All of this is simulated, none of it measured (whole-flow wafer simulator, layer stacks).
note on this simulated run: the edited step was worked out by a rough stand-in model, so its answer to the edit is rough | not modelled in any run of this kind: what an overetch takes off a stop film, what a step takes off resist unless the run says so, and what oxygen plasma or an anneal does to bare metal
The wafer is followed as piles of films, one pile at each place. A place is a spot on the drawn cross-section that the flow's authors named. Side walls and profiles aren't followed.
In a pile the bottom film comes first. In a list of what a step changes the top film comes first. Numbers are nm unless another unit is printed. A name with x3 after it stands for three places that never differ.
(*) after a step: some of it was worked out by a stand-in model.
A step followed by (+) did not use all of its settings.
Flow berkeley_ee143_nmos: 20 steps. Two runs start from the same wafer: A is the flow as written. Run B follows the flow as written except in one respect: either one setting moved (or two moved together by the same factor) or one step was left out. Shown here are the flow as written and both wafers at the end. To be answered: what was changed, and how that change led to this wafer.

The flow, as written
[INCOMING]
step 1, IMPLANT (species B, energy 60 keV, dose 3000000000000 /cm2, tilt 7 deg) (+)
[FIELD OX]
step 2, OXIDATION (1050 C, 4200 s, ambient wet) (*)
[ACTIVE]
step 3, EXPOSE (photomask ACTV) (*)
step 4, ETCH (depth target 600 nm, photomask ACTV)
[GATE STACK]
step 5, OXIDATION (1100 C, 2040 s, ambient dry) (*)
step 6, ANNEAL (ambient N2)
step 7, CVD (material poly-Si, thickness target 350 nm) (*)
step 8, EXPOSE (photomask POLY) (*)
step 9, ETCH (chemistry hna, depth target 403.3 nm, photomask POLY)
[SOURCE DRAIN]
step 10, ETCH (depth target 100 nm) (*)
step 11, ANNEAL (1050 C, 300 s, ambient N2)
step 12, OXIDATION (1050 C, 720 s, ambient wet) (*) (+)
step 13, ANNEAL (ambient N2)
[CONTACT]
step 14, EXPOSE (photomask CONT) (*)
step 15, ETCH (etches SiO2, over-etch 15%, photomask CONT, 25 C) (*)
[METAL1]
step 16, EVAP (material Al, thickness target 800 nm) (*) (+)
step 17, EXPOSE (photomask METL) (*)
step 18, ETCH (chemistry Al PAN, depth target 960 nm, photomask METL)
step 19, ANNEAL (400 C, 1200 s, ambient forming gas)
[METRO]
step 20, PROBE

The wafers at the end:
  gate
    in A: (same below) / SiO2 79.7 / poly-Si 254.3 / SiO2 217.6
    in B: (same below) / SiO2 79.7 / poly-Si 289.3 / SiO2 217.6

What caused this: step 7, CVD: thickness target 385 nm was run, whereas the flow has thickness target 350 nm.

How this came from the change, step by step:
  step 7, CVD (material poly-Si, thickness target 350 nm) (*)
      gate, sd, contact, field: A poly-Si gains 350 (new film) | B poly-Si gains 385 (new film)
  step 9, ETCH (chemistry hna, depth target 403.3 nm, photomask POLY)
      sd, contact, field: A poly-Si loses 350 (all of it) | B poly-Si loses 385 (all of it)
